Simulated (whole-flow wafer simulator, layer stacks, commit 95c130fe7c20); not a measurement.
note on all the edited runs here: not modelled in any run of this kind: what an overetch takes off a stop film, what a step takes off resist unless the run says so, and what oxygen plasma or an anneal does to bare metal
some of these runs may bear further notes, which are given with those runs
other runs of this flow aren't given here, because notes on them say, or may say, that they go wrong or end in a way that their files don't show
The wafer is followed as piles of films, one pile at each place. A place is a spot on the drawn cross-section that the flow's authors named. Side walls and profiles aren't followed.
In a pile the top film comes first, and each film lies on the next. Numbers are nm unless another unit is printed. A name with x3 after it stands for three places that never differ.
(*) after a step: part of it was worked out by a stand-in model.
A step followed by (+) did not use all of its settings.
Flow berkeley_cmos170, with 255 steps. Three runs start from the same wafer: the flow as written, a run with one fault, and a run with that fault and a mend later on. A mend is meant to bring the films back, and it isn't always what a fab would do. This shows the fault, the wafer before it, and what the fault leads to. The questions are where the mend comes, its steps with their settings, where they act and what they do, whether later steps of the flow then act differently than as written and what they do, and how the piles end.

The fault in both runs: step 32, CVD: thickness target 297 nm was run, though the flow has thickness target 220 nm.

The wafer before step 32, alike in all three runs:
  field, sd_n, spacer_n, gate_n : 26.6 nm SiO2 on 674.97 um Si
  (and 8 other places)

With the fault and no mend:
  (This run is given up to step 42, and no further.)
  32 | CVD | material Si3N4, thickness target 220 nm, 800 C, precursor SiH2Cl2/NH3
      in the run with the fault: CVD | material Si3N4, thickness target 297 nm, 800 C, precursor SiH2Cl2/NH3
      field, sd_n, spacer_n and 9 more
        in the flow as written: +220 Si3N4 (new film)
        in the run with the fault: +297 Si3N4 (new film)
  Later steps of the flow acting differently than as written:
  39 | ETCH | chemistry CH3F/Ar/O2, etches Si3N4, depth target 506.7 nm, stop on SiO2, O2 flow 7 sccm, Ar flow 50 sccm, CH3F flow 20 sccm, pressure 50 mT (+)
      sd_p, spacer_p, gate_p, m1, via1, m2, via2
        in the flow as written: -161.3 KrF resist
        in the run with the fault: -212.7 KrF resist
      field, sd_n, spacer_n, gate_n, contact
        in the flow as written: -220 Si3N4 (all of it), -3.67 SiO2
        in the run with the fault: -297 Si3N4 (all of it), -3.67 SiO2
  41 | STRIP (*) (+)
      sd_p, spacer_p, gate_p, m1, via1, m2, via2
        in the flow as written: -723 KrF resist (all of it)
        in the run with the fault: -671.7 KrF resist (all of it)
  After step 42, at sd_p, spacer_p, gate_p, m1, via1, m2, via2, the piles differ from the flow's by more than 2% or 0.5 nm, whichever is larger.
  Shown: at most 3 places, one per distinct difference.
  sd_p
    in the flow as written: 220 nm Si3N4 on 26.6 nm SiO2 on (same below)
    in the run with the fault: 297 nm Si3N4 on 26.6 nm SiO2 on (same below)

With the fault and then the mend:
  After step 32 comes the mend.
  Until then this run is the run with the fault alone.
  32a | ETCH | chemistry h3po4, depth target 341.6 nm
      field, sd_n, spacer_n and 9 more
        -297 Si3N4 (all of it)
  32b | CLEAN | chemistry SPM (the flow's step 25, run once more)
      does not change any film at any place that is followed
  32c | CVD | material Si3N4, thickness target 220 nm, 800 C, precursor SiH2Cl2/NH3 (the flow's step 32, run once more)
      field, sd_n, spacer_n and 9 more
        +220 Si3N4 (new film)
  None of the later steps of the flow acts differently than as written at any place that is followed.
  By the end, the piles equal the flow's at every place that both follow.
